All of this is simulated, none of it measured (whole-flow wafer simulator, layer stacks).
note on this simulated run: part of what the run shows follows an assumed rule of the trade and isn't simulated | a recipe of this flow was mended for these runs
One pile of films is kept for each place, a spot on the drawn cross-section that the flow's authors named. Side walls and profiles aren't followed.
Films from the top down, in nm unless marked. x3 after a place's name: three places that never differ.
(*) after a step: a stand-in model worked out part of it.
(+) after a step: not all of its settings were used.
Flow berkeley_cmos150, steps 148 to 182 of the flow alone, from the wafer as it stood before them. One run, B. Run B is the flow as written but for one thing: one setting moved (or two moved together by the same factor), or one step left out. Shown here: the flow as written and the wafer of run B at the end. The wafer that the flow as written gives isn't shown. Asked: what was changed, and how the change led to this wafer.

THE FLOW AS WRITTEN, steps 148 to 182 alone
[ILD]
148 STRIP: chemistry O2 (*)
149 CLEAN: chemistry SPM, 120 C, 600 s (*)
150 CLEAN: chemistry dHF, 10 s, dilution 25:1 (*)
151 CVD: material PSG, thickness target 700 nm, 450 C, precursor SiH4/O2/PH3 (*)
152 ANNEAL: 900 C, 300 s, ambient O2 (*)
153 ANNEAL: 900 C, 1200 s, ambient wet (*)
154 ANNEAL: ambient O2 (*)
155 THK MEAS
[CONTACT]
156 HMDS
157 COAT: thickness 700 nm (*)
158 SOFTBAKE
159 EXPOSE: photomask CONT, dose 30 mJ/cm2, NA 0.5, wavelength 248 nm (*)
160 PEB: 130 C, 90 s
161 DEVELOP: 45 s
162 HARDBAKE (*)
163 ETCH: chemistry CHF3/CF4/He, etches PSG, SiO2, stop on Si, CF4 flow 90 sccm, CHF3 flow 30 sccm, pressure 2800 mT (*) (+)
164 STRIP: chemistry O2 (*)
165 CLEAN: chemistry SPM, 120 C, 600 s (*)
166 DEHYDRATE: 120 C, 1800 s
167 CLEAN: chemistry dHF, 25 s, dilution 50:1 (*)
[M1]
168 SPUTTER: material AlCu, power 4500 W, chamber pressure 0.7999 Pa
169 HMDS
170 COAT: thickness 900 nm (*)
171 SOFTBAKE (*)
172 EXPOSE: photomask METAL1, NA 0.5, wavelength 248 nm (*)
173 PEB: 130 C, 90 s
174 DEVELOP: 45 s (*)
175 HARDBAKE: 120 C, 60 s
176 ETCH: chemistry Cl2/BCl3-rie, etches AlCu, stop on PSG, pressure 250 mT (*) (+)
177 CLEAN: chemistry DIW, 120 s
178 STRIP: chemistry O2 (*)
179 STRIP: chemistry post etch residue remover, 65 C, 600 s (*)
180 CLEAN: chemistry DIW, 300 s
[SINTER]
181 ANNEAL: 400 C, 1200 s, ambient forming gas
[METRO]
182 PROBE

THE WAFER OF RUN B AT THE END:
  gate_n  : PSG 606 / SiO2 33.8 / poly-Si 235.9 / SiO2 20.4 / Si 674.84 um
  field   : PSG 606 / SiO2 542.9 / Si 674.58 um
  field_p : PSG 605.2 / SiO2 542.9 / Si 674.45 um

The cause: step 153, ANNEAL: 925 C was run, where the flow has 900 C.

How the change led to this, step by step:
  153 ANNEAL: 900 C, 1200 s, ambient wet (*)
      sd_n, contact, m1: PSG -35, SiO2 +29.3, Si -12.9 (as written it would be: PSG -35, SiO2 +22.8, Si -10)
      field, field_p: PSG -35, SiO2 +20.4, Si -8.97 (as written it would be: PSG -35, SiO2 +16.3, Si -7.15)
      (and at 3 more places)
  163 ETCH: chemistry CHF3/CF4/He, etches PSG, SiO2, stop on Si, CF4 flow 90 sccm, CHF3 flow 30 sccm, pressure 2800 mT (*) (+)
      contact: PSG -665 (all of it), SiO2 -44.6 (all of it), Si -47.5 (as written it would be: PSG -665 (all of it), SiO2 -38.1 (all of it), Si -47.5)
